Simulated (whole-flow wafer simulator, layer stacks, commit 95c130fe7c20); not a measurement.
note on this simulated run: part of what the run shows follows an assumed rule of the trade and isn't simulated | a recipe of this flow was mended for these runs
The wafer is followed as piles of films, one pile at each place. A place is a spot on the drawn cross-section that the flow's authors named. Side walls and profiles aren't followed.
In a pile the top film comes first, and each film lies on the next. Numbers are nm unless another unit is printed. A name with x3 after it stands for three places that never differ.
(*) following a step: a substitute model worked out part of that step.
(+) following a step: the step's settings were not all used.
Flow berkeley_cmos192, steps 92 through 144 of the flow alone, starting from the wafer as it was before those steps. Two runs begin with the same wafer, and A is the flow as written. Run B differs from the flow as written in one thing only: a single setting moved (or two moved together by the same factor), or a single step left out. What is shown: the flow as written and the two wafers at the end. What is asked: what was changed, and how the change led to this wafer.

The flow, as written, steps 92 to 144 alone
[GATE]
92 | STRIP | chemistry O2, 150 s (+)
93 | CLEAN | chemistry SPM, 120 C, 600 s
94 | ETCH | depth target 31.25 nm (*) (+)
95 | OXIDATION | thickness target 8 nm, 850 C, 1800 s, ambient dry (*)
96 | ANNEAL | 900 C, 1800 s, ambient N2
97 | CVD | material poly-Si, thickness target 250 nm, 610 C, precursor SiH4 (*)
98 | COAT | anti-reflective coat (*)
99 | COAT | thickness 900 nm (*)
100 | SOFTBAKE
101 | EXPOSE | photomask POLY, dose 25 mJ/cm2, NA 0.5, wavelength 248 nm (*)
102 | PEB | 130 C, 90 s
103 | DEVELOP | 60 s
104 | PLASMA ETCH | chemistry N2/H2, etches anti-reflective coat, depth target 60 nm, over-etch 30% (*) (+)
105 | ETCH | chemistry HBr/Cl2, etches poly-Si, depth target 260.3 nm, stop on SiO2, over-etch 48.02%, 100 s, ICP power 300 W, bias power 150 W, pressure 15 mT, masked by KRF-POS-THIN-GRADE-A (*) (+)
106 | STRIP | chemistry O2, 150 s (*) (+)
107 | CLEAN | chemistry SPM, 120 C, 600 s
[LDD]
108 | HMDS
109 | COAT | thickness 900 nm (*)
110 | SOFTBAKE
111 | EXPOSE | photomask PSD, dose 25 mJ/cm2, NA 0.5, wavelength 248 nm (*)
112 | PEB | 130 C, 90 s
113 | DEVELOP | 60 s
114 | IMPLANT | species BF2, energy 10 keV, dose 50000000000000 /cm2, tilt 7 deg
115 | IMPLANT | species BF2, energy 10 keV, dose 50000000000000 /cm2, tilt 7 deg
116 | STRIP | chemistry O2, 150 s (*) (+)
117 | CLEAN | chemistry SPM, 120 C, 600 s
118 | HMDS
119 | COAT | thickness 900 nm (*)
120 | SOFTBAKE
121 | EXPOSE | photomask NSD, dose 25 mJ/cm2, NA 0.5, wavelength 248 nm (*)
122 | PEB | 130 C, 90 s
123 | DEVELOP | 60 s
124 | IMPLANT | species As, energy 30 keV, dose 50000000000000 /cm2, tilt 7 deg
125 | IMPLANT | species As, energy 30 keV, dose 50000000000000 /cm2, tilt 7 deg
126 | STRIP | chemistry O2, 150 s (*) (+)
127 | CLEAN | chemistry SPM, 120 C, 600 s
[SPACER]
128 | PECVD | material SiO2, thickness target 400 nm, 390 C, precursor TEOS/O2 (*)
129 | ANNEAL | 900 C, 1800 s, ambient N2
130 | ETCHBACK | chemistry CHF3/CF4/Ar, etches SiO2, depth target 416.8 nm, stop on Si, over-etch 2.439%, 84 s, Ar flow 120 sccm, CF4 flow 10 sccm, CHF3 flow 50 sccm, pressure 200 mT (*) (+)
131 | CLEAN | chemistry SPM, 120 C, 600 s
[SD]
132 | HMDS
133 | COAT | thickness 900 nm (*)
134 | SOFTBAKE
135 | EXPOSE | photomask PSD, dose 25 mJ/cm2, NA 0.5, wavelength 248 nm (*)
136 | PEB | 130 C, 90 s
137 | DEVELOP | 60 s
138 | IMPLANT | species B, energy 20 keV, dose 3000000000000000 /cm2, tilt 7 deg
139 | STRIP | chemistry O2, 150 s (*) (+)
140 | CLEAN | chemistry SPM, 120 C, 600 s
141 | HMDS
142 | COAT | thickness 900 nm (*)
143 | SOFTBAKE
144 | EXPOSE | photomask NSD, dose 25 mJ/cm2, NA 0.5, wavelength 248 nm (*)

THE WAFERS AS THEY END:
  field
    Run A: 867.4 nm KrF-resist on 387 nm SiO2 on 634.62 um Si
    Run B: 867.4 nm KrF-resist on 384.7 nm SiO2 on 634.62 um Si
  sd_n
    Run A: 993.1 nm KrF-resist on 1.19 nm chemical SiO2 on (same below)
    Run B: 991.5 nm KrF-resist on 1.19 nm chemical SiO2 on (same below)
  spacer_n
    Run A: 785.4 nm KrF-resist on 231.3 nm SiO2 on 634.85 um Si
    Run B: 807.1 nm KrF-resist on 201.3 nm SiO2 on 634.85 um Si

What caused this: step 97, CVD: thickness target 220 nm was run, though the flow has thickness target 250 nm.

Step by step, how the change led to this:
  97 | CVD | material poly-Si, thickness target 250 nm, 610 C, precursor SiH4 (*)
      field, sd_n, spacer_n and 6 more: A +250 poly-Si (new film) | B +220 poly-Si (new film)
  105 | ETCH | chemistry HBr/Cl2, etches poly-Si, depth target 260.3 nm, stop on SiO2, over-etch 48.02%, 100 s, ICP power 300 W, bias power 150 W, pressure 15 mT, masked by KRF-POS-THIN-GRADE-A (*) (+)
      spacer_n, spacer_p: A -246.2 poly-Si (all of it), -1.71 SiO2 | B -216.2 poly-Si (all of it), -4.02 SiO2
      field: A -246.1 poly-Si (all of it), -1.71 SiO2 | B -216.2 poly-Si (all of it), -4.02 SiO2
      (as well as at 4 more places)
  109 | COAT | thickness 900 nm (*)
      gate: A +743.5 KrF-resist (new film) | B +768.2 KrF-resist (new film)
      gate_p: A +739.8 KrF-resist (new film) | B +764.5 KrF-resist (new film)
  113 | DEVELOP | 60 s
      gate_p: A -738.2 KrF-resist (all of it) | B -762.8 KrF-resist (all of it)
  116 | STRIP | chemistry O2, 150 s (*) (+)
      gate: A -727 KrF-resist (all of it), +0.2 chemical SiO2, -0.09 poly-Si | B -751.6 KrF-resist (all of it), +0.2 chemical SiO2, -0.09 poly-Si
  119 | COAT | thickness 900 nm (*)
      gate: A +743.4 KrF-resist (new film) | B +767.4 KrF-resist (new film)
      gate_p: A +739.7 KrF-resist (new film) | B +763.6 KrF-resist (new film)
  123 | DEVELOP | 60 s
      gate: A -741.9 KrF-resist (all of it) | B -765.7 KrF-resist (all of it)
  126 | STRIP | chemistry O2, 150 s (*) (+)
      gate_p: A -723.2 KrF-resist (all of it), +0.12 chemical SiO2, -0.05 poly-Si | B -747.1 KrF-resist (all of it), +0.12 chemical SiO2, -0.05 poly-Si
  130 | ETCHBACK | chemistry CHF3/CF4/Ar, etches SiO2, depth target 416.8 nm, stop on Si, over-etch 2.439%, 84 s, Ar flow 120 sccm, CF4 flow 10 sccm, CHF3 flow 50 sccm, pressure 200 mT (*) (+)
      spacer_n, spacer_p: A -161 SiO2 | B -188.7 SiO2
  133 | COAT | thickness 900 nm (*)
      spacer_n: A +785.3 KrF-resist (new film) | B +807 KrF-resist (new film)
      gate: A +764.7 KrF-resist (new film) | B +786 KrF-resist (new film)
      (as well as at 2 more places)
  137 | DEVELOP | 60 s
      spacer_p: A -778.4 KrF-resist (all of it) | B -800.1 KrF-resist (all of it)
      gate_p: A -757.7 KrF-resist (all of it) | B -778.9 KrF-resist (all of it)
  139 | STRIP | chemistry O2, 150 s (*) (+)
      spacer_n: A -768.7 KrF-resist (all of it) | B -790.3 KrF-resist (all of it)
      gate: A -748.1 KrF-resist (all of it), +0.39 chemical SiO2, -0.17 poly-Si | B -769.3 KrF-resist (all of it), +0.39 chemical SiO2, -0.17 poly-Si
  142 | COAT | thickness 900 nm (*)
      spacer_n: A +785.4 KrF-resist (new film) | B +807.1 KrF-resist (new film)
      gate: A +764.6 KrF-resist (new film) | B +785.8 KrF-resist (new film)
      (as well as at 2 more places)
